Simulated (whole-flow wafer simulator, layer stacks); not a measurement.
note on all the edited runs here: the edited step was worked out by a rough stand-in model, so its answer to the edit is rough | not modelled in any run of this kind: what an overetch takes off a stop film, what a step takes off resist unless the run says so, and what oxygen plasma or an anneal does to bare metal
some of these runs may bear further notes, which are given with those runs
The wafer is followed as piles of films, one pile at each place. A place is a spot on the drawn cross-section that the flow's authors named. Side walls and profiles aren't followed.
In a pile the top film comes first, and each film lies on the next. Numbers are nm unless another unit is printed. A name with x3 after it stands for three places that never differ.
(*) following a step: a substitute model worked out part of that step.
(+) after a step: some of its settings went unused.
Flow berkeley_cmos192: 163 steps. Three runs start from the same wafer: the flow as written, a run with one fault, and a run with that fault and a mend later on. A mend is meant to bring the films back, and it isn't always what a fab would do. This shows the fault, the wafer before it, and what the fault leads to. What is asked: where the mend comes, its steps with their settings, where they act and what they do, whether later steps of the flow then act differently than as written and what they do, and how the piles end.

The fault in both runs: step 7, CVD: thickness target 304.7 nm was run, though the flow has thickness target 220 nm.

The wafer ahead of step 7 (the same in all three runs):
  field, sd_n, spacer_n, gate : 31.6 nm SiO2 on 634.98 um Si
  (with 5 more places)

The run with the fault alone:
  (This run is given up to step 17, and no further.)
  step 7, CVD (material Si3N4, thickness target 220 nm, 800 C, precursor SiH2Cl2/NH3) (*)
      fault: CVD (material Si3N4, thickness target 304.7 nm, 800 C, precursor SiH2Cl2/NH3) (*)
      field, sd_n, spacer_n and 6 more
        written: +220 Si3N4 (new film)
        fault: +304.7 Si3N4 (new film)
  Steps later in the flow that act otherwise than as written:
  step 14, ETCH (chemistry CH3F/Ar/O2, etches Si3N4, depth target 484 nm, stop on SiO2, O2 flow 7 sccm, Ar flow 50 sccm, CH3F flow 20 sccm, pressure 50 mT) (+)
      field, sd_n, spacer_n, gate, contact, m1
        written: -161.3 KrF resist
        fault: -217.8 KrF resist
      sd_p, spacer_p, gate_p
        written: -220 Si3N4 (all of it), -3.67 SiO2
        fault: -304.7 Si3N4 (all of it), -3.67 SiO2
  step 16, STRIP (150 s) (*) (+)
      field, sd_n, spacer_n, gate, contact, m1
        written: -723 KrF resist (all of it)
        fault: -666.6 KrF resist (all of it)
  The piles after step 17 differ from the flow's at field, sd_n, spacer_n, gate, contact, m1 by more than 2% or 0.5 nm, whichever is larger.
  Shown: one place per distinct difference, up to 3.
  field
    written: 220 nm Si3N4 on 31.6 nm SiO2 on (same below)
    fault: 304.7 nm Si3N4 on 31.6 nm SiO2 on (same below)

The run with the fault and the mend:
  The mend follows step 7.
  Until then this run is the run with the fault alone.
  step 7a, ETCH (chemistry h3po4, depth target 84.7 nm)
      field, sd_n, spacer_n and 6 more
        -84.7 Si3N4
  Every later step of the flow that is run acts as written at every place that is followed.
  The piles end the same as the flow's at every place that both follow.
